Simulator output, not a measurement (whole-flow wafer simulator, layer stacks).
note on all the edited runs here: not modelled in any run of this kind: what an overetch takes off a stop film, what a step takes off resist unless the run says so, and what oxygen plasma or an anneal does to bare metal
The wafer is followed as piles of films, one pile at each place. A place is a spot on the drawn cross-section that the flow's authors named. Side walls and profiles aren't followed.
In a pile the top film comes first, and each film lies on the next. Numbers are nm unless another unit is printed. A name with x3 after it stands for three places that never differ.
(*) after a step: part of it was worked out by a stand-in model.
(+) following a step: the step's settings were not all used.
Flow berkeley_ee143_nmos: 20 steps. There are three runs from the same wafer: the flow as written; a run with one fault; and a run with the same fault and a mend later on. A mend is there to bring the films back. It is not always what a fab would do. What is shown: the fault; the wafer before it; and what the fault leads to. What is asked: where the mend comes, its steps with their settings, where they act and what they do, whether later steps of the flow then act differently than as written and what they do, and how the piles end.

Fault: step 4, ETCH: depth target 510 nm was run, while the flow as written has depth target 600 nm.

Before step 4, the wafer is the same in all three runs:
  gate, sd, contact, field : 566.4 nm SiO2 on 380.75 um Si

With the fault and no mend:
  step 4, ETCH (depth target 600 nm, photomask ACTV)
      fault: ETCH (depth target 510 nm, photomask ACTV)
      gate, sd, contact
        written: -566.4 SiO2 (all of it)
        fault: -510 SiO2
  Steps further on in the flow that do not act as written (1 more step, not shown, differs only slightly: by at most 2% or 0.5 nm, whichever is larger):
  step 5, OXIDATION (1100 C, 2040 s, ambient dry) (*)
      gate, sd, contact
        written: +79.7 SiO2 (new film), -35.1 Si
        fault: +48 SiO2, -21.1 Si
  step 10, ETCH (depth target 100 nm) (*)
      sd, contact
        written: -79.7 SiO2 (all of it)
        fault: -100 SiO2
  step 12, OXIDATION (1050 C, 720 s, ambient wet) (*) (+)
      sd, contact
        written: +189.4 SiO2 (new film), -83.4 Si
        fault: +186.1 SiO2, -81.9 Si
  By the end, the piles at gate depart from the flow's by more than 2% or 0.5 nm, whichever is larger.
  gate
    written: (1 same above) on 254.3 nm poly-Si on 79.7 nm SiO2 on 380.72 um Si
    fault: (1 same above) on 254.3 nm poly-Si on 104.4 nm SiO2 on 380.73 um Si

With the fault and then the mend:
  The mend follows step 4.
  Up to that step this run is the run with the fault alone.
  step 4a, ETCH (depth target 90 nm, photomask ACTV) (the flow's step 4, run once more with other settings)
      gate, sd, contact
        -56.4 SiO2 (all of it)
  Later steps of the flow that are run all act as written at every place that is followed.
  At every place that both follow, the piles at the end match the flow's.
